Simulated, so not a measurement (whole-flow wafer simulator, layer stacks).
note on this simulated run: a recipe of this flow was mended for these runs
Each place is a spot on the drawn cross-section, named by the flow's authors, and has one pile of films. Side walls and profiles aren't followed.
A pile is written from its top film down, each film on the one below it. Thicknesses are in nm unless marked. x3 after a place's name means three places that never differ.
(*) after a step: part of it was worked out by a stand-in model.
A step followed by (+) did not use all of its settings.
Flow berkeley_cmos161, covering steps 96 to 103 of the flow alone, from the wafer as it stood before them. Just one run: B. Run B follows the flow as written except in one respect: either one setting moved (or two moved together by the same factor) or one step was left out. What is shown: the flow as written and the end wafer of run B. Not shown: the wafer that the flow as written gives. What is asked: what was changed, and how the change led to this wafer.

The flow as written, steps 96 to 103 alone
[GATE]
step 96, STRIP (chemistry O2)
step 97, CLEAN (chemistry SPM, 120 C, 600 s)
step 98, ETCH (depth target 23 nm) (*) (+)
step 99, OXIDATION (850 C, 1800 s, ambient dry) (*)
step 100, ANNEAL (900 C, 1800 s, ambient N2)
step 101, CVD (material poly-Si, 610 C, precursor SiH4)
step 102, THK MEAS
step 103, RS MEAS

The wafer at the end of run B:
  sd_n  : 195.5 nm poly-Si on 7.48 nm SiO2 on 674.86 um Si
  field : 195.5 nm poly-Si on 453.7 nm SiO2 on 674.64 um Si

Cause: step 101, CVD: 598 C was run, though the flow has 610 C.

Step by step, how the change led to this:
  step 101, CVD (material poly-Si, 610 C, precursor SiH4)
      field, sd_n, spacer_n, gate_n, sd_p, spacer_p x2, contact, m1: poly-Si gains 195.5 (new film) (it would be, as written: poly-Si gains 249.5 (new film))
